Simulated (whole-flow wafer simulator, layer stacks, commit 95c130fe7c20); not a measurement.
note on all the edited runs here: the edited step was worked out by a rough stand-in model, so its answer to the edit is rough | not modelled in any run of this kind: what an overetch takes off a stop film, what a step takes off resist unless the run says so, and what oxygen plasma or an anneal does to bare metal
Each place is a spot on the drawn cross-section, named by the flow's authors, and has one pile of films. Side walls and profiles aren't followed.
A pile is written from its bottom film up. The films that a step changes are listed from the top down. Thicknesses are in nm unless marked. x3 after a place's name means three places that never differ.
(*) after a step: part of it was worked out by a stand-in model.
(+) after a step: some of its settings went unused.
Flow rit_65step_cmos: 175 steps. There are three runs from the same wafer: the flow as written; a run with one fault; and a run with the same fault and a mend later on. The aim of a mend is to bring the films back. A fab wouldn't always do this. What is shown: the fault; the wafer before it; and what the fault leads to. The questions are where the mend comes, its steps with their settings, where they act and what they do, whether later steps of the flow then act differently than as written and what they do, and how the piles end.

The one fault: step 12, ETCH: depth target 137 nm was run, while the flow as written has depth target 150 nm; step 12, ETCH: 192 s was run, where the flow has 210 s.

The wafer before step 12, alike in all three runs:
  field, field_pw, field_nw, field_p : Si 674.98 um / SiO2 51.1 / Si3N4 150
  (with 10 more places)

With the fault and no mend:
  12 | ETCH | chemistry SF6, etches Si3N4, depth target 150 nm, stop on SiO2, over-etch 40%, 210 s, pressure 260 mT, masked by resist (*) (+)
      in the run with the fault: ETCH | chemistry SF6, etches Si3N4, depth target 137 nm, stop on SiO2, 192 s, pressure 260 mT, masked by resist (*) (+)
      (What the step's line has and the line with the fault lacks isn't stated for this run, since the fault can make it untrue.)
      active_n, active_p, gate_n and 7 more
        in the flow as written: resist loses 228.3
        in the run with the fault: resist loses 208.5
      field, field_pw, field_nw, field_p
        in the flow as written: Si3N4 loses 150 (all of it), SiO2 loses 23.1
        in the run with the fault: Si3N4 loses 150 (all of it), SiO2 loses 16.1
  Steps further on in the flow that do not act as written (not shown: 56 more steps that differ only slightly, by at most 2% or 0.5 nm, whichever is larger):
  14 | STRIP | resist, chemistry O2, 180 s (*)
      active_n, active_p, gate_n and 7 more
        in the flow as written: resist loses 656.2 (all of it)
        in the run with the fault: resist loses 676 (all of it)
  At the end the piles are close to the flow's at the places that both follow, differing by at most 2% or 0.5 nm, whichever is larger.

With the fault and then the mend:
  The mend follows step 13.
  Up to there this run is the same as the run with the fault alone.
  13a | ETCH | chemistry SF6, etches Si3N4, depth target 13.2 nm, stop on SiO2, over-etch 40%, 18.48 s, pressure 260 mT, masked by resist (+) (a further turn of the flow's step 12, with different settings)
      active_n, active_p, gate_n and 7 more
        resist loses 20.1
      field, field_pw, field_nw, field_p
        SiO2 loses 7.01
  Later steps of the flow that are run all act as written at every place that is followed, up to a difference of at most 2% or 0.5 nm, whichever is larger.
  The piles end the same as the flow's at every place that both follow.
